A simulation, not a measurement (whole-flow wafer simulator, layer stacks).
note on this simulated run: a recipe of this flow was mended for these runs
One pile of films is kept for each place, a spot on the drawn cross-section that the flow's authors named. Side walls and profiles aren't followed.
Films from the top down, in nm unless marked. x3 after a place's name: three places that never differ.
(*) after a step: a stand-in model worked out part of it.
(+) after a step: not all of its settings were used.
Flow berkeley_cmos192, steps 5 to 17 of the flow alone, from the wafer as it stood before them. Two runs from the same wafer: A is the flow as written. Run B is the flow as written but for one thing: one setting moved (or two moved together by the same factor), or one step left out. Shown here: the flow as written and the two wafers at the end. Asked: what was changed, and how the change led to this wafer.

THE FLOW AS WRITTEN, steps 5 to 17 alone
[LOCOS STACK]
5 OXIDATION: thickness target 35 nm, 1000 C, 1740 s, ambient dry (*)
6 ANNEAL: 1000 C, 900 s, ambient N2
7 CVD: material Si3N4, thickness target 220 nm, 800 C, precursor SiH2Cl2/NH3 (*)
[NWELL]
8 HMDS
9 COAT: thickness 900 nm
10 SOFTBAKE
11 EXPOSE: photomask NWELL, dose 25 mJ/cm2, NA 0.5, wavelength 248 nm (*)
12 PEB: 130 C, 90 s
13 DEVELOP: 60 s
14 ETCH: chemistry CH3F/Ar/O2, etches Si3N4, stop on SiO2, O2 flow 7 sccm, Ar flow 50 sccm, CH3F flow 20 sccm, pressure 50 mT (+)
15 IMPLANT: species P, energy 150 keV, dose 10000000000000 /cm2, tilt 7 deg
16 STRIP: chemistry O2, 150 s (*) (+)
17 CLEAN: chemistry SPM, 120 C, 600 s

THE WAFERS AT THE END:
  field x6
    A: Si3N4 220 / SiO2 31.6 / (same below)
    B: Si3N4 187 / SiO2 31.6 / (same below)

The cause: step 7, CVD: thickness target 187 nm was run, where the flow has thickness target 220 nm.
It can be read off the wafer: field x6 has Si3N4 187, and step 7 as written asks for 220 nm.

How the change led to this, step by step:
  7 CVD: material Si3N4, thickness target 220 nm, 800 C, precursor SiH2Cl2/NH3 (*)
      field x6, sd_p x3: A Si3N4 +220 (new film) | B Si3N4 +187 (new film)
  14 ETCH: chemistry CH3F/Ar/O2, etches Si3N4, stop on SiO2, O2 flow 7 sccm, Ar flow 50 sccm, CH3F flow 20 sccm, pressure 50 mT (+)
      field x6: A KrF-resist -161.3 | B KrF-resist -139.3
      sd_p x3: A Si3N4 -220 (all of it), SiO2 -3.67 | B Si3N4 -187 (all of it), SiO2 -3.67
  16 STRIP: chemistry O2, 150 s (*) (+)
      field x6: A KrF-resist -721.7 (all of it) | B KrF-resist -743.7 (all of it)
